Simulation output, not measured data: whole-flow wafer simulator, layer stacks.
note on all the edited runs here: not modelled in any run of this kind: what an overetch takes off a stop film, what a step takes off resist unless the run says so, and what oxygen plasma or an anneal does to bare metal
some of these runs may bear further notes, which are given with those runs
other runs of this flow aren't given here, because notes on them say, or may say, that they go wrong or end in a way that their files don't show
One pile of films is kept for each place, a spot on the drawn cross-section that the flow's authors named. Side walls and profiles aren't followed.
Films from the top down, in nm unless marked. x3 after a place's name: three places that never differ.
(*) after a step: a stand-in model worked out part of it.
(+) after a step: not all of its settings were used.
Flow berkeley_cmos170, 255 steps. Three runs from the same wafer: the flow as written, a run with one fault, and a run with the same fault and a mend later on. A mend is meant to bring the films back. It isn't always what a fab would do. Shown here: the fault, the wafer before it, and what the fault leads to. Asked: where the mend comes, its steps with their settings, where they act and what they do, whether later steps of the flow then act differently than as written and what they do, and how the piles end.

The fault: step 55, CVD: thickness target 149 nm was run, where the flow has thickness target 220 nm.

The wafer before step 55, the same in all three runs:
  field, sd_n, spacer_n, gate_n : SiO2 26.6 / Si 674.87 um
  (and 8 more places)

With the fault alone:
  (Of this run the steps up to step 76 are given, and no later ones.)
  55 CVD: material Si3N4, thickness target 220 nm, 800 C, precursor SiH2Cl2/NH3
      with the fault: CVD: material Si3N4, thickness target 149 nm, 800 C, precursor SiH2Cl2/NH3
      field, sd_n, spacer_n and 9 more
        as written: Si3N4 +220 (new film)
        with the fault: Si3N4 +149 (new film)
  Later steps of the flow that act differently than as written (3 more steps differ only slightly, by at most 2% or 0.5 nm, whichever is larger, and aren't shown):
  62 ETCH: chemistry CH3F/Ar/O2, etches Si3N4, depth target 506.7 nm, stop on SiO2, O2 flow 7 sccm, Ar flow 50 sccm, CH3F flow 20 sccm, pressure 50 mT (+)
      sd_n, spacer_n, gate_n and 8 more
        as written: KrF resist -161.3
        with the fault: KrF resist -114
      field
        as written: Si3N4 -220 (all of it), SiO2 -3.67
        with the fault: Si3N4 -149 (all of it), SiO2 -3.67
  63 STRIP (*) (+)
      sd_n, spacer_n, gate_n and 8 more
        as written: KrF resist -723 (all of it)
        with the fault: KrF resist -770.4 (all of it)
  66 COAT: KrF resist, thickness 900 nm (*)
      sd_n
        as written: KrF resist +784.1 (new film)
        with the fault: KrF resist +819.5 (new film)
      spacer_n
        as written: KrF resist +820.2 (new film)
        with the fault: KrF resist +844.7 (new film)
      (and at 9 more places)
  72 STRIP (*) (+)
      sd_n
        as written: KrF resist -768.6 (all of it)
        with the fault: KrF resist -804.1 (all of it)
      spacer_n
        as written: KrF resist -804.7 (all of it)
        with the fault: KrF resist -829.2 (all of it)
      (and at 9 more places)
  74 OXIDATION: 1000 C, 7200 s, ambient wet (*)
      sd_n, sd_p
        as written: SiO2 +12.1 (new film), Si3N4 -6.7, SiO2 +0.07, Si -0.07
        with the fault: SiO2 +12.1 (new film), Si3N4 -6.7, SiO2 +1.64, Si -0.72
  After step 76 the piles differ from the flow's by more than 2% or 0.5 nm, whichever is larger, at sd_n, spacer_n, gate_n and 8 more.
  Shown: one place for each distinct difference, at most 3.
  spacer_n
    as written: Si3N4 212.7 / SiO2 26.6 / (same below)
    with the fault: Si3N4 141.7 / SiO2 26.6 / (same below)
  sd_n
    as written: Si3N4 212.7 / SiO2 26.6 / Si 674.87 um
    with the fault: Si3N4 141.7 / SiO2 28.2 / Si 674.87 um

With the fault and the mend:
  The mend comes after step 55.
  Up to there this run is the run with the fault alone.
  55a ETCH: chemistry h3po4, depth target 171.3 nm
      field, sd_n, spacer_n and 9 more
        Si3N4 -149 (all of it)
  55b CLEAN: chemistry SPM
      changes no film at any place that is followed
  55c CVD: material Si3N4, thickness target 220 nm, 800 C, precursor SiH2Cl2/NH3 (the flow's step 55 once more)
      field, sd_n, spacer_n and 9 more
        Si3N4 +220 (new film)
  No later step of the flow acts differently than as written at any place that is followed.
  At the end the piles are the same as the flow's at every place that both follow.
